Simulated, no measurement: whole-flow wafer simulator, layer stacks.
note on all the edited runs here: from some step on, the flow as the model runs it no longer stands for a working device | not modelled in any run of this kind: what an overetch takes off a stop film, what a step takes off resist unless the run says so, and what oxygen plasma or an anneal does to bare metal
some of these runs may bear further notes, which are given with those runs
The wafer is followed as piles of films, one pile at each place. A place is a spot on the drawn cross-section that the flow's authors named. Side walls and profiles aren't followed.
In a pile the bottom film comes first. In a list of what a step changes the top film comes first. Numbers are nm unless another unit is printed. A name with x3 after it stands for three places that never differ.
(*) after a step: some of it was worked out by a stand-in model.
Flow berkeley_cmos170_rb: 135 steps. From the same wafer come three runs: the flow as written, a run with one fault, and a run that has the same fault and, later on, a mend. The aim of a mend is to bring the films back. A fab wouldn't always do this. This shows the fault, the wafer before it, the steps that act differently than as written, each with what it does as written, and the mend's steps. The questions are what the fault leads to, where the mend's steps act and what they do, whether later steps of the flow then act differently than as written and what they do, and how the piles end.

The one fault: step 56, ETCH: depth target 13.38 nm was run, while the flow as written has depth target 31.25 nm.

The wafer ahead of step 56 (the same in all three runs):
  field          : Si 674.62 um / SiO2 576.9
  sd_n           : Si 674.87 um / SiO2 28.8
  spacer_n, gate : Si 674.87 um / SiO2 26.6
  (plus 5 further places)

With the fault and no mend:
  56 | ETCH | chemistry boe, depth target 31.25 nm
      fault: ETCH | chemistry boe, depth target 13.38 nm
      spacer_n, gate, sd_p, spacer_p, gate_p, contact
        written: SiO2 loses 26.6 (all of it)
        fault: SiO2 loses 13.4
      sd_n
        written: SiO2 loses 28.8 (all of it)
        fault: SiO2 loses 13.4
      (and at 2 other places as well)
  Steps later in the flow that act otherwise than as written (31 more steps, not shown, differ only slightly: by at most 2% or 0.5 nm, whichever is larger):
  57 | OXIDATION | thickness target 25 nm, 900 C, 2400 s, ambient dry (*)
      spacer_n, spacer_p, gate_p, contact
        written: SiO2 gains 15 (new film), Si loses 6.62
        fault: SiO2 gains 11.4, Si loses 5.03
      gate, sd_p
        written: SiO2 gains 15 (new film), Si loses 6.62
        fault: SiO2 gains 11.4, Si loses 5.02
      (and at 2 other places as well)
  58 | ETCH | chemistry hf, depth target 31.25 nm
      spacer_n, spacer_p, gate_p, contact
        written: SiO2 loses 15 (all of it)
        fault: SiO2 loses 24.6 (all of it)
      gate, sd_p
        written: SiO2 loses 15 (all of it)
        fault: SiO2 loses 24.7 (all of it)
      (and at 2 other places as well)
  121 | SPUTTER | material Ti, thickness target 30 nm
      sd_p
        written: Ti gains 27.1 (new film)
        fault: Ti gains 25.4 (new film)
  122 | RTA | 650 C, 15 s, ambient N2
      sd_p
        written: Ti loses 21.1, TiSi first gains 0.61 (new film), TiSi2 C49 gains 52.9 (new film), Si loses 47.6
        fault: Ti loses 19.8, TiSi2 C49 gains 50.4 (new film), Si loses 45
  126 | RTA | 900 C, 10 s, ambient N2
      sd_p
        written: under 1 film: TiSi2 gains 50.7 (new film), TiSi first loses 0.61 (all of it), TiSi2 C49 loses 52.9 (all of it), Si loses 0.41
        fault: under 1 film: TiSi2 gains 47.5 (new film), TiSi2 C49 loses 50.4 (all of it)
  By the end, the piles at sd_p depart from the flow's by more than 2% or 0.5 nm, whichever is larger.
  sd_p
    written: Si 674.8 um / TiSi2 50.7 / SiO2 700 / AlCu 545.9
    fault: Si 674.81 um / TiSi2 47.5 / SiO2 700 / AlCu 541.4

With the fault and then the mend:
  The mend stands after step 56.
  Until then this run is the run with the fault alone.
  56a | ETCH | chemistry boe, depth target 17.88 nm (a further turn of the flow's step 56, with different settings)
      spacer_n, spacer_p, gate_p, contact
        SiO2 loses 13.2 (all of it)
      gate, sd_p
        SiO2 loses 13.3 (all of it)
      field
        SiO2 loses 17.9
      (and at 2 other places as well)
  Later steps of the flow that are run all act as written at every place that is followed, up to a difference of at most 2% or 0.5 nm, whichever is larger.
  At every place that both follow, the piles at the end match the flow's.
